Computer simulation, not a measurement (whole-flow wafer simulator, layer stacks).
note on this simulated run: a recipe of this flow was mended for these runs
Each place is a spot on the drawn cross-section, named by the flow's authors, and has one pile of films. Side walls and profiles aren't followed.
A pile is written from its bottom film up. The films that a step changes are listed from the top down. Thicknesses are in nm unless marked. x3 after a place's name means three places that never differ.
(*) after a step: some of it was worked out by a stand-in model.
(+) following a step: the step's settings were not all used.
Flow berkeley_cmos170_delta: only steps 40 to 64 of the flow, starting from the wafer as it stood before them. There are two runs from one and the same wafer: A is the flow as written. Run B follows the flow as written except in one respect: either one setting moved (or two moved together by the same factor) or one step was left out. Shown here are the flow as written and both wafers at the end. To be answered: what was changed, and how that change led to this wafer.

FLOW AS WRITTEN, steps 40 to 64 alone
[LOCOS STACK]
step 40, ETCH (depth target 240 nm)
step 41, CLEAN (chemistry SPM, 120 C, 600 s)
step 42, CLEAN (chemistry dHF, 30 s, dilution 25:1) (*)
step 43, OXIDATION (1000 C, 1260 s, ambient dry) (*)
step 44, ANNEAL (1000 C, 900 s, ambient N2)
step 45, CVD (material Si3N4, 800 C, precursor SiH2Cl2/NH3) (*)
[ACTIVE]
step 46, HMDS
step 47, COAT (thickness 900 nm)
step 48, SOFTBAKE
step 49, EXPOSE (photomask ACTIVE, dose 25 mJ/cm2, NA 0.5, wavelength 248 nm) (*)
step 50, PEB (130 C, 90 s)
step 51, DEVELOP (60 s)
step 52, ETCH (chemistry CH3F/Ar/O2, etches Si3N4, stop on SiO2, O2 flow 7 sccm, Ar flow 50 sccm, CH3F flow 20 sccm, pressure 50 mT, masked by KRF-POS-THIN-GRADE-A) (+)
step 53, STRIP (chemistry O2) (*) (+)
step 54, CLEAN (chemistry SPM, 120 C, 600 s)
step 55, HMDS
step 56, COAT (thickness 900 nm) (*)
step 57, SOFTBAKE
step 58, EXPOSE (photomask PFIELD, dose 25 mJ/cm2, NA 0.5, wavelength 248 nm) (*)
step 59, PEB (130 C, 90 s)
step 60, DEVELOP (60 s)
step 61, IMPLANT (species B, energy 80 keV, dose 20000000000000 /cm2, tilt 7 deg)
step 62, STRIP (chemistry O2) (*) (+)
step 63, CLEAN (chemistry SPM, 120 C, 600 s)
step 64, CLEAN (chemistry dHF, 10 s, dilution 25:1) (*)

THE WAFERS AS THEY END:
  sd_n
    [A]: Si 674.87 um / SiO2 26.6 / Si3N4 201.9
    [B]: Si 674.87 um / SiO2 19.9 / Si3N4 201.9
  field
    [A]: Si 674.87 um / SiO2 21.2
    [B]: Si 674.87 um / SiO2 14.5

Cause: step 43, OXIDATION: 969 C was run, though the flow has 1000 C.

Step by step, how the change led to this:
  step 43, OXIDATION (1000 C, 1260 s, ambient dry) (*)
      field, sd_n, spacer_n and 6 more: A +26.6 SiO2 (new film), -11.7 Si | B +19.9 SiO2 (new film), -8.73 Si
